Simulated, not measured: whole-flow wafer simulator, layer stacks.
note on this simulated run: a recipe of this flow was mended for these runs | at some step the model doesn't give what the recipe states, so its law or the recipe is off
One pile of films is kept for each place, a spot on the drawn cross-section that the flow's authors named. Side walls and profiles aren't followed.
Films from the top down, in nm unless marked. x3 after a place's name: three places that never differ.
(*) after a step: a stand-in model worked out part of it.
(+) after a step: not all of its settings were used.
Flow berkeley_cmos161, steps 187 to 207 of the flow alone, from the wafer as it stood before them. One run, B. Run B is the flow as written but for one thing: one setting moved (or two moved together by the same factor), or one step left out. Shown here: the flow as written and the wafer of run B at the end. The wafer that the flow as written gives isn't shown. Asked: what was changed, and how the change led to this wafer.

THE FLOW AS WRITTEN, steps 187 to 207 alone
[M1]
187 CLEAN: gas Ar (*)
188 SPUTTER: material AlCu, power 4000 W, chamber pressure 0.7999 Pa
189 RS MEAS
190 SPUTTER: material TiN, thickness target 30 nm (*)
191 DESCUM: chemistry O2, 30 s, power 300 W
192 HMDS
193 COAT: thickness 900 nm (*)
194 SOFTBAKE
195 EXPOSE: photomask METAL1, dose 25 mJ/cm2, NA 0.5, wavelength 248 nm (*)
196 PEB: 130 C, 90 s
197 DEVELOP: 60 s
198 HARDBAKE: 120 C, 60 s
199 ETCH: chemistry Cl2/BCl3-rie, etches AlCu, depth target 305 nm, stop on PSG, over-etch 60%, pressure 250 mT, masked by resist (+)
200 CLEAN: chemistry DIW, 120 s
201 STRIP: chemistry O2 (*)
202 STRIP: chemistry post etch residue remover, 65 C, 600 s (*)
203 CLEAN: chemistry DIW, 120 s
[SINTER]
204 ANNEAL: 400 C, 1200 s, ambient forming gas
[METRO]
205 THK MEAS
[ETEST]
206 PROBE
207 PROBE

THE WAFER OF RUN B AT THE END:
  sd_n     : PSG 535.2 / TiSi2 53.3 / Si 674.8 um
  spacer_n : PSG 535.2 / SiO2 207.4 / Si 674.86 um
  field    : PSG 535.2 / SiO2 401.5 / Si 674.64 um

The cause: step 199, ETCH: over-etch 24.7% was run, where the flow has over-etch 60%.

How the change led to this, step by step:
  199 ETCH: chemistry Cl2/BCl3-rie, etches AlCu, depth target 305 nm, stop on PSG, over-etch 60%, pressure 250 mT, masked by resist (+)
      field, sd_n, spacer_n, gate_n, spacer_p, gate_p: TiN -30 (all of it), AlCu -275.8 (all of it), PSG -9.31 (as written it would be: TiN -30 (all of it), AlCu -275.8 (all of it), PSG -22.8)
      contact, m1: KrF-resist -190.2 (as written it would be: KrF-resist -244)
      (and at 1 more place)
  201 STRIP: chemistry O2 (*)
      contact: KrF-resist -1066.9 (all of it) (as written it would be: KrF-resist -1013 (all of it))
      m1: KrF-resist -591.3 (all of it) (as written it would be: KrF-resist -537.5 (all of it))
